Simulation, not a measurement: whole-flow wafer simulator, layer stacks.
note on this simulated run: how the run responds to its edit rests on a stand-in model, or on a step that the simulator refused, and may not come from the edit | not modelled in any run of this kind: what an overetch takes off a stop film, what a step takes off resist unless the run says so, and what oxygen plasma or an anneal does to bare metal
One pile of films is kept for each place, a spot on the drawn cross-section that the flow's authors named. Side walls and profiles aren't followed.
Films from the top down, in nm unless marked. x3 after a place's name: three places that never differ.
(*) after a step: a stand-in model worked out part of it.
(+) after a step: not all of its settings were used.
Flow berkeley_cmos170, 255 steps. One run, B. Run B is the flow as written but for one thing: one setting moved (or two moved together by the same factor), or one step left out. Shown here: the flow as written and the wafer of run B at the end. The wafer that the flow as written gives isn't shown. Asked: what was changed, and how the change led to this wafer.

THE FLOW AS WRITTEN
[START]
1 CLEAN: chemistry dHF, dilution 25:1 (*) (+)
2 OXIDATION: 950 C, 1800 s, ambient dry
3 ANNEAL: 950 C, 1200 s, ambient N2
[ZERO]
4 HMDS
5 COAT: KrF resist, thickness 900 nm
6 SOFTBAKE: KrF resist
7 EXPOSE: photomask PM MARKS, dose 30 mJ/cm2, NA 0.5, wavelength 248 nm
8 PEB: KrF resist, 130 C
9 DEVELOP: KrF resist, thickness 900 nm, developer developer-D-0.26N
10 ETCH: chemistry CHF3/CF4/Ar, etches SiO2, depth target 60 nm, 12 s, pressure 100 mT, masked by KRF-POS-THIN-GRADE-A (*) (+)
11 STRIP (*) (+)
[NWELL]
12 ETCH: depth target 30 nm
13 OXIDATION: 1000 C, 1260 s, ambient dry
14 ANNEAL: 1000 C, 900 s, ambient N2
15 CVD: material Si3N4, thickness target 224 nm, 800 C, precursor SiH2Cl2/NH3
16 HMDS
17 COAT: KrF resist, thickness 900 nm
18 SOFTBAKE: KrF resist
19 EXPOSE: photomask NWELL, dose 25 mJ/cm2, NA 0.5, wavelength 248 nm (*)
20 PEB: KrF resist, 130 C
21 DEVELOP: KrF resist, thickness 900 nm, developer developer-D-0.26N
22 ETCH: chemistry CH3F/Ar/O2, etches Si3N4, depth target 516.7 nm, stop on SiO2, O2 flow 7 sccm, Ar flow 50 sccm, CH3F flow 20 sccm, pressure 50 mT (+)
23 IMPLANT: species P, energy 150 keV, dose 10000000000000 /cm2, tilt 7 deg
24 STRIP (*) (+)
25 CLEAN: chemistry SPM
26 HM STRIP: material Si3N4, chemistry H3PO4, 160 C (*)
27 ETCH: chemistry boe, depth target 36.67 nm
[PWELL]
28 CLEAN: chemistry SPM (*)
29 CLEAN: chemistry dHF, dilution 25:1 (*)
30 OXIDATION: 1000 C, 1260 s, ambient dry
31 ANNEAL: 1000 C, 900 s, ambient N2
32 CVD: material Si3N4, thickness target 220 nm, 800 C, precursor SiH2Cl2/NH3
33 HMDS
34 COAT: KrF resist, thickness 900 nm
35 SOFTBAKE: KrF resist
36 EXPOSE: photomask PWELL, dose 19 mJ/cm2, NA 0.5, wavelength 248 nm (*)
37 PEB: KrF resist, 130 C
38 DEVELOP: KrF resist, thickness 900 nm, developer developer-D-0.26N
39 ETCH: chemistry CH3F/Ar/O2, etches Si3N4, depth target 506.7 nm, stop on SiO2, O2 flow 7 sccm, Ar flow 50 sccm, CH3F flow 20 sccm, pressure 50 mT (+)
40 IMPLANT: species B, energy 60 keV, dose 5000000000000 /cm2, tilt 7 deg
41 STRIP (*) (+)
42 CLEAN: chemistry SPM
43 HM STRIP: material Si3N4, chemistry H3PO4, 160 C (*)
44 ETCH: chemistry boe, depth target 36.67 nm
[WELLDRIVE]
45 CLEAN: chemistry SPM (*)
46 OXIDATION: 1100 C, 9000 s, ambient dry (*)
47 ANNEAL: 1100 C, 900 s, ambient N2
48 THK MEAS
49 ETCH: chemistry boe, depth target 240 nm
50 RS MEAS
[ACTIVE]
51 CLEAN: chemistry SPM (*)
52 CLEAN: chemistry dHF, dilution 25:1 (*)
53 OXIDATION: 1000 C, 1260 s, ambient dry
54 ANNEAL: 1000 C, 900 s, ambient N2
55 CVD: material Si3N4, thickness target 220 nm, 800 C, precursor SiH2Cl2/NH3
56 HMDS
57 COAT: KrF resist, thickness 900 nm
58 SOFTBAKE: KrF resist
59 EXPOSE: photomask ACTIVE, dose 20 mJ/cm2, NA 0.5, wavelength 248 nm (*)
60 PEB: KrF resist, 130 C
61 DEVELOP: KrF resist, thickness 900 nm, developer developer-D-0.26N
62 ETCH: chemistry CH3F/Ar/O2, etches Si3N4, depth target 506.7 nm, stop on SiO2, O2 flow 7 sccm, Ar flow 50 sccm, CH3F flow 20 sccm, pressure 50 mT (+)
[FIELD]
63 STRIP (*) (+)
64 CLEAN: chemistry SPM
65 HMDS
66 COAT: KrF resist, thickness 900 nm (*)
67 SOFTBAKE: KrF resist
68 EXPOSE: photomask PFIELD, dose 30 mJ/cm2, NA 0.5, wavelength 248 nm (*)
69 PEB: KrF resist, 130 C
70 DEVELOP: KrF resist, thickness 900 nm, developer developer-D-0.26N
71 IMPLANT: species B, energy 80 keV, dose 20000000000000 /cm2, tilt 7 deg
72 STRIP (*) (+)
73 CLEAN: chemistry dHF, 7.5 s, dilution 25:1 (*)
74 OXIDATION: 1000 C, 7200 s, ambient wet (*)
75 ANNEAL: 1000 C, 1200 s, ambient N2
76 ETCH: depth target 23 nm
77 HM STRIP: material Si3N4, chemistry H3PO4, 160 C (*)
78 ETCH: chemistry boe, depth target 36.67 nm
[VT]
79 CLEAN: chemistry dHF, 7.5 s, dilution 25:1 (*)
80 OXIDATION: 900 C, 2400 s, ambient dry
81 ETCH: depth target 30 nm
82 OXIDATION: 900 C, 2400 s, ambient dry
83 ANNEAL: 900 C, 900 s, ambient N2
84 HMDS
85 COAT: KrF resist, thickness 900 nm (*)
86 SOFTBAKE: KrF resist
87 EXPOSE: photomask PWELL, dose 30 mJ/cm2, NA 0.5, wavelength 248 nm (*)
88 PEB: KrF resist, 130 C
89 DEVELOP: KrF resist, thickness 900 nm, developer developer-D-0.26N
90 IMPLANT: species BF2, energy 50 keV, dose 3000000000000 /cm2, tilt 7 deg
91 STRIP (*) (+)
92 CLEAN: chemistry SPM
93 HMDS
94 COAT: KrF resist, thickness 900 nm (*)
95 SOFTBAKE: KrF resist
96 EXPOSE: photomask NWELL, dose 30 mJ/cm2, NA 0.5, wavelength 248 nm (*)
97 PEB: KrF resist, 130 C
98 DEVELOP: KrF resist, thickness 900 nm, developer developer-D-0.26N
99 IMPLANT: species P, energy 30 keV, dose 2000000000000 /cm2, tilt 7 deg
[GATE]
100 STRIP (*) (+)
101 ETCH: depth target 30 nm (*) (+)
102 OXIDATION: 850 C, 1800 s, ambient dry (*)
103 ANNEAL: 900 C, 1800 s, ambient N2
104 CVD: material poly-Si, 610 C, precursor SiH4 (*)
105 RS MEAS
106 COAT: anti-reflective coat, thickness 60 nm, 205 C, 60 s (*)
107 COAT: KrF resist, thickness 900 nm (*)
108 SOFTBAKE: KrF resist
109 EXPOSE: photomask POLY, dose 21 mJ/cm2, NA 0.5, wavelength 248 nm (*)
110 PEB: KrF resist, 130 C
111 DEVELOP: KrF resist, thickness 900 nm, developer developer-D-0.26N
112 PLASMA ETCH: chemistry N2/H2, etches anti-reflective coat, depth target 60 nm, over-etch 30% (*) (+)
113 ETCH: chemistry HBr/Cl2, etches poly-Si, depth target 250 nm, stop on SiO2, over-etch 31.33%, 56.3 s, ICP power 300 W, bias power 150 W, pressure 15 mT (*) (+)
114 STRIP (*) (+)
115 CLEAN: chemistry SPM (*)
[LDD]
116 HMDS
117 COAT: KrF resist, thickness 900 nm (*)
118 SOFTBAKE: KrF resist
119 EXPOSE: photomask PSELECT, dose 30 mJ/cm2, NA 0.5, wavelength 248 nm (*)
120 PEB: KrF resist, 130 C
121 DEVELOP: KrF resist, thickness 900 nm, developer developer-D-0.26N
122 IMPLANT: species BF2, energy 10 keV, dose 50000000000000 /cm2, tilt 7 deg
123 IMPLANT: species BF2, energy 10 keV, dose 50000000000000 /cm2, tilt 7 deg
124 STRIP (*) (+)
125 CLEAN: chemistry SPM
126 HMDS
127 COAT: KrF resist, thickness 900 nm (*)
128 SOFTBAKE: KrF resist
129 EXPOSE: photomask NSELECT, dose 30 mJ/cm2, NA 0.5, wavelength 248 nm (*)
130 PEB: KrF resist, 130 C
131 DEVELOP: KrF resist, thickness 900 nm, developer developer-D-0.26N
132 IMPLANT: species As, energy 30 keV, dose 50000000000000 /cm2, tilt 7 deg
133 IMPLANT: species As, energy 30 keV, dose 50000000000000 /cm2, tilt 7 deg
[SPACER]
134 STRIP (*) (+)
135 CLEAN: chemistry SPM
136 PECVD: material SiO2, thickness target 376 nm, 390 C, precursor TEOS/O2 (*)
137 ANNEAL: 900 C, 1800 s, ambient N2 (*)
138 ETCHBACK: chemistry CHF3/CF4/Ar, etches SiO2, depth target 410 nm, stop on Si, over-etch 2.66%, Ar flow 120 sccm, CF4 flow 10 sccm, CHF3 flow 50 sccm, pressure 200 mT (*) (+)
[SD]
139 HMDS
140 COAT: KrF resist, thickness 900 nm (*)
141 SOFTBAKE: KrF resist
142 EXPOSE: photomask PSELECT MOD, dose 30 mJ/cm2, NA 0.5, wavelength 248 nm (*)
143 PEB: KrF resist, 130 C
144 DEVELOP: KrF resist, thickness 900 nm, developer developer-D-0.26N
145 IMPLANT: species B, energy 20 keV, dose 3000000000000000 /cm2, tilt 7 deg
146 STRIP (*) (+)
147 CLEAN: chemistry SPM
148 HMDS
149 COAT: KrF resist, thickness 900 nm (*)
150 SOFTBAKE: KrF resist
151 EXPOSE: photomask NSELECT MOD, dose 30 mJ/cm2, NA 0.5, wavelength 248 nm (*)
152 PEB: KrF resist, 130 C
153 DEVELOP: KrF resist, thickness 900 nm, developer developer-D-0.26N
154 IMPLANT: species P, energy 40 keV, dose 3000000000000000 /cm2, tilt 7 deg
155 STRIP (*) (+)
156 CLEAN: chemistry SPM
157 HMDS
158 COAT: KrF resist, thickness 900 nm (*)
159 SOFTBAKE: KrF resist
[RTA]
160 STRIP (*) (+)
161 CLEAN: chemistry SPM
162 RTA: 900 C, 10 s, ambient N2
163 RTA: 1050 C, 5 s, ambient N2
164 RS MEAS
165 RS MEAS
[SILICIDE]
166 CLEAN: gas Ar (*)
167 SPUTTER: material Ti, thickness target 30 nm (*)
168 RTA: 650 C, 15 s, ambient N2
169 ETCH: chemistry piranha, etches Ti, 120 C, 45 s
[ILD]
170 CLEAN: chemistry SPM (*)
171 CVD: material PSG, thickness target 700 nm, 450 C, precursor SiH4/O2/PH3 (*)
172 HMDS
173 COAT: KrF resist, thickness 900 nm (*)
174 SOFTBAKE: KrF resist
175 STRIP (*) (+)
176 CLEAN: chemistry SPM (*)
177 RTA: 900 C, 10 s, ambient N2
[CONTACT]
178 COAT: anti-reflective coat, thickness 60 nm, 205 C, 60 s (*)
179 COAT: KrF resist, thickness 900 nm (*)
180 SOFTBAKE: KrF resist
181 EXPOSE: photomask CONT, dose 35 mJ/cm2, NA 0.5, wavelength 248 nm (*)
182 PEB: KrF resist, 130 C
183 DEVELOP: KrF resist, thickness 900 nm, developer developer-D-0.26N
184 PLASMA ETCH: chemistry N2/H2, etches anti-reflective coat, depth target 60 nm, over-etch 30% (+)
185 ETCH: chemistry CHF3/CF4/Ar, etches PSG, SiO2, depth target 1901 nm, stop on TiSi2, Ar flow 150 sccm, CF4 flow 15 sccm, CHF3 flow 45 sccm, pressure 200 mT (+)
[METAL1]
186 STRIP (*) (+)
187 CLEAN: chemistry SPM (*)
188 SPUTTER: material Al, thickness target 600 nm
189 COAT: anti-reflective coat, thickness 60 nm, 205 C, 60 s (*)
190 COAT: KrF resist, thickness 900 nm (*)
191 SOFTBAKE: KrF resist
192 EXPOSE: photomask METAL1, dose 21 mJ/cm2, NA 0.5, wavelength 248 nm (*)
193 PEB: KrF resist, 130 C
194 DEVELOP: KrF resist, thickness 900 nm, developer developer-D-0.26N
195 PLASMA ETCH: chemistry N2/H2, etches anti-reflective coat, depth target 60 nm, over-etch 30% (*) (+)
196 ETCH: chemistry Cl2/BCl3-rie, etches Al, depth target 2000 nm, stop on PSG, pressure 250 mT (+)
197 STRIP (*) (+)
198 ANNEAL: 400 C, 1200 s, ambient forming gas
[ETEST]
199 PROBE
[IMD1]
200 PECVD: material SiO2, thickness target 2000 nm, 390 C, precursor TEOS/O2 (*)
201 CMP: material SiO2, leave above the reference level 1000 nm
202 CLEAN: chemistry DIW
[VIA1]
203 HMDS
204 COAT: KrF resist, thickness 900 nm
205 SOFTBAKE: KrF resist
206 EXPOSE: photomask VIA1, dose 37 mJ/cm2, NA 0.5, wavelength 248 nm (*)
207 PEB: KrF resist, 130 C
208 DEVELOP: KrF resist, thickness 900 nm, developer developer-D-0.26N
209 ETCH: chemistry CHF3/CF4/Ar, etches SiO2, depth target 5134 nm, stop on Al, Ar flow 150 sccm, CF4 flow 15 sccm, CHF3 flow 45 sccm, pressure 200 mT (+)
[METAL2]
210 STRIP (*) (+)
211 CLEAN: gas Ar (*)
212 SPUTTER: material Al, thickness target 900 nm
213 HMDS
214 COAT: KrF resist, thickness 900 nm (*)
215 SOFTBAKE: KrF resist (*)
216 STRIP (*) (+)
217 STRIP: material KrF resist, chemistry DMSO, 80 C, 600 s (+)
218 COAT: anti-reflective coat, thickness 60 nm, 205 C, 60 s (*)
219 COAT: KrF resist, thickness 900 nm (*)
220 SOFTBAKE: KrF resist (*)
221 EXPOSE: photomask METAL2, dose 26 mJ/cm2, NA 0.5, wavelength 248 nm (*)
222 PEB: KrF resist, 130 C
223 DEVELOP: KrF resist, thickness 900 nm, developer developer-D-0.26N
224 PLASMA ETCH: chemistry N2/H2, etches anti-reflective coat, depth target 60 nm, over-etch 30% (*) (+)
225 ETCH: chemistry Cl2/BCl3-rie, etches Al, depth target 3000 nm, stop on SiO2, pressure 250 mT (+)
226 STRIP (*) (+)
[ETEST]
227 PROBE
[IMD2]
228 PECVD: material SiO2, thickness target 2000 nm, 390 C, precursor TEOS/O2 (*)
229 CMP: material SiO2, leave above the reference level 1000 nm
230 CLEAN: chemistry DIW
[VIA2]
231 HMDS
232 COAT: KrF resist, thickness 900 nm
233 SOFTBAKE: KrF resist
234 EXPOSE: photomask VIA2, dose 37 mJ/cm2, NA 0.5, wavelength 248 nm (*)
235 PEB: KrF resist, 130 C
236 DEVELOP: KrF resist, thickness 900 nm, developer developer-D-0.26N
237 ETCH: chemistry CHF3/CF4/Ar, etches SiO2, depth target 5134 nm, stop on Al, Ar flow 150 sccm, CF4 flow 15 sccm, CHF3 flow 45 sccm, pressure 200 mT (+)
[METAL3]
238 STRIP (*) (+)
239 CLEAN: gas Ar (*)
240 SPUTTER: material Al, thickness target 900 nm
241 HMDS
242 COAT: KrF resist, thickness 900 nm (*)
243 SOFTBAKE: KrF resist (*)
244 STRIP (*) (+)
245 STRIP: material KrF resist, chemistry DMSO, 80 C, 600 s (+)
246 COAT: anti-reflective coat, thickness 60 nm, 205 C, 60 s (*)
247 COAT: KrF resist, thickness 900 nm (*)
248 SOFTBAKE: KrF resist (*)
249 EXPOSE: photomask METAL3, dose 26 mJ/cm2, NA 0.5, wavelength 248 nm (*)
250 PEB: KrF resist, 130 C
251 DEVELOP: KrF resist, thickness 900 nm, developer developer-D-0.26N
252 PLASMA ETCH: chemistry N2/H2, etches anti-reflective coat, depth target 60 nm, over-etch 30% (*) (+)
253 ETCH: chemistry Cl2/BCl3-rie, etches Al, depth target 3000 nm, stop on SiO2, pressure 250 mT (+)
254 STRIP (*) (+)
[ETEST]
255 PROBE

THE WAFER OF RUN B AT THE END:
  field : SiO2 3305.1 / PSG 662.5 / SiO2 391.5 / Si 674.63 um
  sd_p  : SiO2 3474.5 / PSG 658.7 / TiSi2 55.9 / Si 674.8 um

The cause: step 78, ETCH: depth target 25.67 nm was run, where the flow has depth target 36.67 nm.

How the change led to this, step by step:
  78 ETCH: chemistry boe, depth target 36.67 nm
      field: SiO2 -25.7 (as written it would be: SiO2 -36.7)
  106 COAT: anti-reflective coat, thickness 60 nm, 205 C, 60 s (*)
      field: anti-reflective coat +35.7 (new film) (as written it would be: anti-reflective coat +34.7 (new film))
      sd_n: anti-reflective coat +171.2 (new film) (as written it would be: anti-reflective coat +158.6 (new film))
      (and at 5 more places)
  112 PLASMA ETCH: chemistry N2/H2, etches anti-reflective coat, depth target 60 nm, over-etch 30% (*) (+)
      field: anti-reflective coat -35.7 (all of it), poly-Si -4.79 (as written it would be: anti-reflective coat -34.7 (all of it), poly-Si -4.4)
      sd_n: anti-reflective coat -171.2 (all of it), poly-Si -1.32 (as written it would be: anti-reflective coat -158.6 (all of it), poly-Si -1.22)
      (and at 3 more places)
  114 STRIP (*) (+)
      gate_n: chemical SiO2 +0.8 (new film), KrF resist -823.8 (all of it), anti-reflective coat -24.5 (all of it), poly-Si -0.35 (as written it would be: chemical SiO2 +0.8 (new film), KrF resist -812.6 (all of it), anti-reflective coat -27.3 (all of it), poly-Si -0.35)
      gate_p: chemical SiO2 +0.8 (new film), KrF resist -788 (all of it), anti-reflective coat -28.2 (all of it), poly-Si -0.35 (as written it would be: chemical SiO2 +0.8 (new film), KrF resist -782.1 (all of it), anti-reflective coat -29.6 (all of it), poly-Si -0.35)
  178 COAT: anti-reflective coat, thickness 60 nm, 205 C, 60 s (*)
      sd_n: anti-reflective coat +141.7 (new film) (as written it would be: anti-reflective coat +135.1 (new film))
      m2: anti-reflective coat +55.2 (new film) (as written it would be: anti-reflective coat +56.7 (new film))
  186 STRIP (*) (+)
      sd_n: KrF resist -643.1 (all of it), anti-reflective coat -141.7 (all of it) (as written it would be: KrF resist -643.8 (all of it), anti-reflective coat -135.1 (all of it))
      m2: KrF resist -693.2 (all of it), anti-reflective coat -55.2 (all of it) (as written it would be: KrF resist -689 (all of it), anti-reflective coat -56.7 (all of it))
  189 COAT: anti-reflective coat, thickness 60 nm, 205 C, 60 s (*)
      gate_n: anti-reflective coat +49 (new film) (as written it would be: anti-reflective coat +48 (new film))
      sd_p: anti-reflective coat +88.3 (new film) (as written it would be: anti-reflective coat +86.5 (new film))
      (and at 1 more place)
  195 PLASMA ETCH: chemistry N2/H2, etches anti-reflective coat, depth target 60 nm, over-etch 30% (*) (+)
      contact, m1, via1, m2, via2: KrF resist -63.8 (as written it would be: KrF resist -62.5)
      gate_n: anti-reflective coat -49 (all of it) (as written it would be: anti-reflective coat -48 (all of it))
      (and at 1 more place)
  197 STRIP (*) (+)
      m2: KrF resist -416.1 (all of it), anti-reflective coat -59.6 (all of it) (as written it would be: KrF resist -412.9 (all of it), anti-reflective coat -61.1 (all of it))
  201 CMP: material SiO2, leave above the reference level 1000 nm
      field: SiO2 -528 (as written it would be: SiO2 -517)
